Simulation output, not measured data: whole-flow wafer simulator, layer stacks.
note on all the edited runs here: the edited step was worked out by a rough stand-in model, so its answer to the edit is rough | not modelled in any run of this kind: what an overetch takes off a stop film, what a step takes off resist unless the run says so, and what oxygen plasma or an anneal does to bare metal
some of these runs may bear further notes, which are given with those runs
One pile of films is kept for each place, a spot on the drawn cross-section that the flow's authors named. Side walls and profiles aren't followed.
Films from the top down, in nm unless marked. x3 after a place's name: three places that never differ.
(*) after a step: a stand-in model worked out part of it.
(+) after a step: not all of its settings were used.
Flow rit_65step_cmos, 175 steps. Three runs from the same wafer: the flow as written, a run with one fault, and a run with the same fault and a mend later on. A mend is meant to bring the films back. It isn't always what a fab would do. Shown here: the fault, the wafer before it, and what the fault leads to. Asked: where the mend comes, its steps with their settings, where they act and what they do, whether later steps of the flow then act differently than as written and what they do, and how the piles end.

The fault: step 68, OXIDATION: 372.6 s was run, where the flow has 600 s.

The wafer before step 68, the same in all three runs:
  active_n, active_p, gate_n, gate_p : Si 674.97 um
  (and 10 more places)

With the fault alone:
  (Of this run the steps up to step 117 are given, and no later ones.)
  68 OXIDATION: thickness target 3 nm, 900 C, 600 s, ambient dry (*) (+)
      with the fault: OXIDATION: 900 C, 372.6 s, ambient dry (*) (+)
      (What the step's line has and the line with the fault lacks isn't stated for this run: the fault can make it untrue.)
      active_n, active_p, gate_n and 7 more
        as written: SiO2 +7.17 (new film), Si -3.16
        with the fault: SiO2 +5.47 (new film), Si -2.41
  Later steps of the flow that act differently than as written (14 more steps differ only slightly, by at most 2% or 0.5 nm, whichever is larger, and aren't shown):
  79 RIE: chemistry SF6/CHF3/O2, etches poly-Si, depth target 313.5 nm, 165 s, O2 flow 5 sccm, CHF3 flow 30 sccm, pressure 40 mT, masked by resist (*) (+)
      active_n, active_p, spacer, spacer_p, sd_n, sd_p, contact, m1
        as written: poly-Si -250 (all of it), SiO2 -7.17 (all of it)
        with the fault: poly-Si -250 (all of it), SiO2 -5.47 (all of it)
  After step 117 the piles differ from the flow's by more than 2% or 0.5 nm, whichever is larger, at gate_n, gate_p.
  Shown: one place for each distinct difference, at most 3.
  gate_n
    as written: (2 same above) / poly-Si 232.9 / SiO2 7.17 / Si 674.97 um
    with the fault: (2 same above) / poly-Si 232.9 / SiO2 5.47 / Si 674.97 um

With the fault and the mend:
  The mend comes after step 69.
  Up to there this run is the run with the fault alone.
  69a OXIDATION: 900 C, 227.4 s, ambient dry (*) (+) (the flow's step 68 once more, with other settings)
      active_n, active_p, gate_n and 7 more
        SiO2 +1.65, Si -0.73
  No later step of the flow acts differently than as written, at any place that is followed, by more than 2% or 0.5 nm, whichever is larger.
  At the end the piles differ from the flow's only slightly at the places that both follow, by at most 2% or 0.5 nm, whichever is larger.
